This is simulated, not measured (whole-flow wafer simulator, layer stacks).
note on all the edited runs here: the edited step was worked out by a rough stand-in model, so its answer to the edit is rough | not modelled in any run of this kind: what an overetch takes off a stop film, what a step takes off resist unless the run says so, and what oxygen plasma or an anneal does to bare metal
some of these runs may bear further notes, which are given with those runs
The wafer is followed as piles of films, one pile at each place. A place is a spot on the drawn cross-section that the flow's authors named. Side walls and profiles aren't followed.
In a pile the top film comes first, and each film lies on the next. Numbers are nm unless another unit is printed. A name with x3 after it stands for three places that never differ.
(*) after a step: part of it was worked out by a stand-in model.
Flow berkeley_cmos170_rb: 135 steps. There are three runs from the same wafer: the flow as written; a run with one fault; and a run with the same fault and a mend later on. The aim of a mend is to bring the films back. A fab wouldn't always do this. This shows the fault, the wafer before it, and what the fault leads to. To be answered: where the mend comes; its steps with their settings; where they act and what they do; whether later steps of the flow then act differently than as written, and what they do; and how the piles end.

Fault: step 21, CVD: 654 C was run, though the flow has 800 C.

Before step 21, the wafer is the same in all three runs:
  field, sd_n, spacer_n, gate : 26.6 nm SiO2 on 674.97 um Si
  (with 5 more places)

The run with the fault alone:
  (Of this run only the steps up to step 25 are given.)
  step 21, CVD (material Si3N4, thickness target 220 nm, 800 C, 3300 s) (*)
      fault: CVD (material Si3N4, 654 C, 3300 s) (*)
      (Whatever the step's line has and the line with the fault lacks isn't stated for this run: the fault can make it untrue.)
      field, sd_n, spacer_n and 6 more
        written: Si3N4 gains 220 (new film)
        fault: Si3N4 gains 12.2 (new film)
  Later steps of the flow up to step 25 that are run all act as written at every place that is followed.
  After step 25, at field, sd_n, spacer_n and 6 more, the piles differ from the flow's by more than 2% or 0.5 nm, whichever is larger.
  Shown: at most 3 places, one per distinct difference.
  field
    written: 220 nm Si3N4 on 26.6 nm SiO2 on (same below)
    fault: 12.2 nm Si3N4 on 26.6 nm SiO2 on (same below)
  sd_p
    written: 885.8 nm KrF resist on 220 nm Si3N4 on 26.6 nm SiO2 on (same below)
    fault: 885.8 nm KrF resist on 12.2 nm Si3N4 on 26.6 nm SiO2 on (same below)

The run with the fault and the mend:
  The mend follows step 21.
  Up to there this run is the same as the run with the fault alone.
  step 21a, CVD (material Si3N4, thickness target 207.8 nm, 800 C, 3117 s) (*) (the flow's step 21 again, with other settings)
      field, sd_n, spacer_n and 6 more
        Si3N4 gains 207.8
  Later steps of the flow that are run all act as written at every place that is followed.
  By the end, the piles equal the flow's at every place that both follow.
